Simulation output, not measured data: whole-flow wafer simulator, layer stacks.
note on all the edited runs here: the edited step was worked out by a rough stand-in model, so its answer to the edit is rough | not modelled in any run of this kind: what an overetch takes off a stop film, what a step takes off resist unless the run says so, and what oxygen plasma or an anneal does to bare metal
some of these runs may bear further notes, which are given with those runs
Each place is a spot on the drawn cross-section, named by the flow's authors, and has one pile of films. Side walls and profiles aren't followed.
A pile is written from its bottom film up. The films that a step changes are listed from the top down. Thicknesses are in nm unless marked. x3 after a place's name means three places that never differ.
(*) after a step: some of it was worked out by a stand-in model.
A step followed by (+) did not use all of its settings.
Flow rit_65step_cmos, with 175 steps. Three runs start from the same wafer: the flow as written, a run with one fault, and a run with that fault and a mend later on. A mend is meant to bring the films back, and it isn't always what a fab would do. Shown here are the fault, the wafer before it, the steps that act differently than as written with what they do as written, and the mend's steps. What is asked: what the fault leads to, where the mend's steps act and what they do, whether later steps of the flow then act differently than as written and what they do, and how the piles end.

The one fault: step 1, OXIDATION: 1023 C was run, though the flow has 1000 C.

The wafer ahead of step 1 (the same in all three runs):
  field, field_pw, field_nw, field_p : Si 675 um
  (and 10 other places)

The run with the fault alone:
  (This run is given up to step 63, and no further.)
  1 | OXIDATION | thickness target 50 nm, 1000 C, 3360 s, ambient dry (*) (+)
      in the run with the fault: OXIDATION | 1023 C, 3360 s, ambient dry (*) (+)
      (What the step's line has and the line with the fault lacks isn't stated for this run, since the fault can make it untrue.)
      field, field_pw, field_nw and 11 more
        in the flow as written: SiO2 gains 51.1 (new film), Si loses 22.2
        in the run with the fault: SiO2 gains 63.4 (new film), Si loses 27.6
  Later steps of the flow acting differently than as written (21 more steps, not shown, differ only slightly: by at most 2% or 0.5 nm, whichever is larger):
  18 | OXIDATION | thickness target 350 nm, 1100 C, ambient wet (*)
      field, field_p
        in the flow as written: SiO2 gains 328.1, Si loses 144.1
        in the run with the fault: SiO2 gains 319.3, Si loses 140.2
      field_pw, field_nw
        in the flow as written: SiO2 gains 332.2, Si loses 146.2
        in the run with the fault: SiO2 gains 323.2, Si loses 142.2
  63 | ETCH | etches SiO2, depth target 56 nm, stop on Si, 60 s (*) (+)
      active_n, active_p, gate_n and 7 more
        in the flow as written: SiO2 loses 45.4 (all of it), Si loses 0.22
        in the run with the fault: SiO2 loses 56
  Once step 63 is done, the piles at active_n, active_p, gate_n and 7 more depart from the flow's by more than 2% or 0.5 nm, whichever is larger.
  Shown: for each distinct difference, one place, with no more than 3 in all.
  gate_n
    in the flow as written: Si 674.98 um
    in the run with the fault: Si 674.97 um / SiO2 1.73
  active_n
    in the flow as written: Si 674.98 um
    in the run with the fault: Si 674.97 um / SiO2 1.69

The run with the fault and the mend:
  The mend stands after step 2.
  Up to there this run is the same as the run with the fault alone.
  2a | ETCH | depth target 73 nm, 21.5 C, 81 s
      field, field_pw, field_nw and 11 more
        SiO2 loses 63.4 (all of it)
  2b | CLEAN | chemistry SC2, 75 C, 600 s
      field, field_pw, field_nw and 11 more
        chemical SiO2 gains 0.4 (new film), Si loses 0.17
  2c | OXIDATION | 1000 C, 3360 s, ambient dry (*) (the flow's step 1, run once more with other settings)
      field, field_pw, field_nw and 11 more
        SiO2 gains 51 (new film), chemical SiO2 loses 0.4 (all of it), Si loses 22.3
  Later steps of the flow acting differently than as written (17 more steps, not shown, differ only slightly: by at most 2% or 0.5 nm, whichever is larger):
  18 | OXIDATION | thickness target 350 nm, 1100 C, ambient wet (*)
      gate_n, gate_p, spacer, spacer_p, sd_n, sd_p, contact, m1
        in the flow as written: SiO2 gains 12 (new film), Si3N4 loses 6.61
        in the run with the mend: SiO2 gains 12 (new film), Si3N4 loses 6.61, SiO2 gains 0.03
  The piles end only slightly different from the flow's at the places that both follow, by no more than 2% or 0.5 nm, whichever is larger.
